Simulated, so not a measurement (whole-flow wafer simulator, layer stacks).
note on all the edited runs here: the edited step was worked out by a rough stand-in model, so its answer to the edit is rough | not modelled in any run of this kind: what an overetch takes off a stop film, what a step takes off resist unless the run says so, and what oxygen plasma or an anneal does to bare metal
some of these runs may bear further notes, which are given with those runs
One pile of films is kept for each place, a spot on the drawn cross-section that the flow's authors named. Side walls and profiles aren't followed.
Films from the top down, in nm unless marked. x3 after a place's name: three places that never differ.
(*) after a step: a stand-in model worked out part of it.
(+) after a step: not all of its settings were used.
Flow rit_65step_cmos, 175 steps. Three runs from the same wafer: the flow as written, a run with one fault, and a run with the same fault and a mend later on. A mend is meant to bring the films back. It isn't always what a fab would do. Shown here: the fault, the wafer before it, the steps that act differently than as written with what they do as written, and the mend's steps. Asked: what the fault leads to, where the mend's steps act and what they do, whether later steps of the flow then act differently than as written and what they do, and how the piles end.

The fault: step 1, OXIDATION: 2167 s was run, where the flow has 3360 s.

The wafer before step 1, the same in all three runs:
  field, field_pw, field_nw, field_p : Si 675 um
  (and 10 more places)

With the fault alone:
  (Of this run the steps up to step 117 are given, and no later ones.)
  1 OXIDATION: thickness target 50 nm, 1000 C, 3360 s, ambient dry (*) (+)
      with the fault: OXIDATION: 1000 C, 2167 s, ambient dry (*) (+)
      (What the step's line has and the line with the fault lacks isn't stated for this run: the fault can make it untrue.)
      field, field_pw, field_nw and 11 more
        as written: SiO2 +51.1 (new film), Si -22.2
        with the fault: SiO2 +40.4 (new film), Si -17.5
  Later steps of the flow that act differently than as written (35 more steps differ only slightly, by at most 2% or 0.5 nm, whichever is larger, and aren't shown):
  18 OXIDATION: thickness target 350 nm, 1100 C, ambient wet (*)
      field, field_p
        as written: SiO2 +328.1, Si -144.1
        with the fault: SiO2 +336.1, Si -147.6
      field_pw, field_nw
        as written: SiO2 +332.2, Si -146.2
        with the fault: SiO2 +340.3, Si -149.7
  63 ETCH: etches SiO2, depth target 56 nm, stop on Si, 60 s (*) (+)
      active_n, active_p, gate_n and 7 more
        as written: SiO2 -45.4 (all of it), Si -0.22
        with the fault: SiO2 -34.7 (all of it), Si -0.44
  After step 117 the piles differ from the flow's only slightly at the places that both follow, by at most 2% or 0.5 nm, whichever is larger.

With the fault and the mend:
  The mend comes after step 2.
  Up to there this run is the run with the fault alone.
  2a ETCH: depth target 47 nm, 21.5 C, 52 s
      field, field_pw, field_nw and 11 more
        SiO2 -40.4 (all of it)
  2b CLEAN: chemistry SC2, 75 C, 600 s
      field, field_pw, field_nw and 11 more
        chemical SiO2 +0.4 (new film), Si -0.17
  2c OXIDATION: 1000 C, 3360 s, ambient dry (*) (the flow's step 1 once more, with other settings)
      field, field_pw, field_nw and 11 more
        SiO2 +51 (new film), chemical SiO2 -0.4 (all of it), Si -22.3
  Later steps of the flow that act differently than as written (17 more steps differ only slightly, by at most 2% or 0.5 nm, whichever is larger, and aren't shown):
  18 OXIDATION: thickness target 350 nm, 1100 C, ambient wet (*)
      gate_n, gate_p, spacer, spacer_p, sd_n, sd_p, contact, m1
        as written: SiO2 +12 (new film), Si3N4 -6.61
        with the mend: SiO2 +12 (new film), Si3N4 -6.61, SiO2 +0.03
  At the end the piles differ from the flow's only slightly at the places that both follow, by at most 2% or 0.5 nm, whichever is larger.
